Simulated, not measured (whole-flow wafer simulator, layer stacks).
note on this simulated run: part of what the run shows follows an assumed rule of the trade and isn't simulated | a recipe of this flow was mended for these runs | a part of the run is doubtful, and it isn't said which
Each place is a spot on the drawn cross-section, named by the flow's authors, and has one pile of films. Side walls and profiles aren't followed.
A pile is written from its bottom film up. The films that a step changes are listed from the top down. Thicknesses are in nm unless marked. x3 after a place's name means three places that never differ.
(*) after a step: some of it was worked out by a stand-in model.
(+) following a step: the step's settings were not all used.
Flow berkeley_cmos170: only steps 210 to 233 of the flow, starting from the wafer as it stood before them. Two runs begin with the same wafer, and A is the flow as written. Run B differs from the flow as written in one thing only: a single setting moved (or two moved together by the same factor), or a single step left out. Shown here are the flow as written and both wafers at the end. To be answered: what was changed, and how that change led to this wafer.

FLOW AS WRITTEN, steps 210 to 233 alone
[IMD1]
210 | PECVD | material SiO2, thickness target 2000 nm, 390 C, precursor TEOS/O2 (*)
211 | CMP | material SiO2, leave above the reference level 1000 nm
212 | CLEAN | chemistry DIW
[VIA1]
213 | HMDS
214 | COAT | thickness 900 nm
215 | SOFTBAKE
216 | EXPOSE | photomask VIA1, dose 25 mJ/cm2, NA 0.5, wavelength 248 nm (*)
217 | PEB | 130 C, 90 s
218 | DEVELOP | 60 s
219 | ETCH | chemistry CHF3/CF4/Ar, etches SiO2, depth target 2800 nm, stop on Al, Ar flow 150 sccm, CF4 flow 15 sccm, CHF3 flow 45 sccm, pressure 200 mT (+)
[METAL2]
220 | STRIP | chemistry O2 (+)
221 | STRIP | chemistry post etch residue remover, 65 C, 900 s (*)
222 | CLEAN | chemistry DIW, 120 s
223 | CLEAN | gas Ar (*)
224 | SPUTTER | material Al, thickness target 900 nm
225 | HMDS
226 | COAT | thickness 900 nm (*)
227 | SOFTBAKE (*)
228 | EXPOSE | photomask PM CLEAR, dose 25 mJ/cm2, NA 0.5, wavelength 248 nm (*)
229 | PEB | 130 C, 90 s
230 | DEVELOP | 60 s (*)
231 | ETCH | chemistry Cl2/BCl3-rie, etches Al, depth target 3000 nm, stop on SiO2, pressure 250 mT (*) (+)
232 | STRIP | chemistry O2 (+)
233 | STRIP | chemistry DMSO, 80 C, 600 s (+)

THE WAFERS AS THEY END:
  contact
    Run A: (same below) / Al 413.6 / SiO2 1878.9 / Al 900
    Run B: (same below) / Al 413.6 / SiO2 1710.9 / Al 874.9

What caused this: step 210, PECVD: thickness target 1760 nm was run, though the flow has thickness target 2000 nm; step 231, ETCH: depth target 2640 nm was run, where the flow has depth target 3000 nm.

How this came from the change, step by step:
  210 | PECVD | material SiO2, thickness target 2000 nm, 390 C, precursor TEOS/O2 (*)
      field, mark, sd_n and 8 more: A +2000 SiO2 (new film) | B +1760 SiO2 (new film)
      sd_p: A +1975.9 SiO2 (new film) | B +1739.3 SiO2 (new film)
      (and at 1 other place as well)
  211 | CMP | material SiO2, leave above the reference level 1000 nm
      contact: A -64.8 SiO2 | B nothing
      m1, via1, m2, via2: A -1000 SiO2 | B -760 SiO2
      (and at 8 other places as well)
  214 | COAT | thickness 900 nm
      contact: A +900 KrF-resist (new film) | B +1054.3 KrF-resist (new film)
  220 | STRIP | chemistry O2 (+)
      contact: A -607.6 KrF-resist (all of it) | B -761.6 KrF-resist (all of it)
  224 | SPUTTER | material Al, thickness target 900 nm
      contact: A +900 Al (new film) | B +874.9 Al (new film)
  226 | COAT | thickness 900 nm (*)
      contact: A +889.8 KrF-resist (new film) | B +1058.8 KrF-resist (new film)
  232 | STRIP | chemistry O2 (+)
      sd_n: A -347 KrF-resist (all of it) | B -331.7 KrF-resist (all of it)
      contact: A -339.5 KrF-resist (all of it) | B -508.1 KrF-resist (all of it)
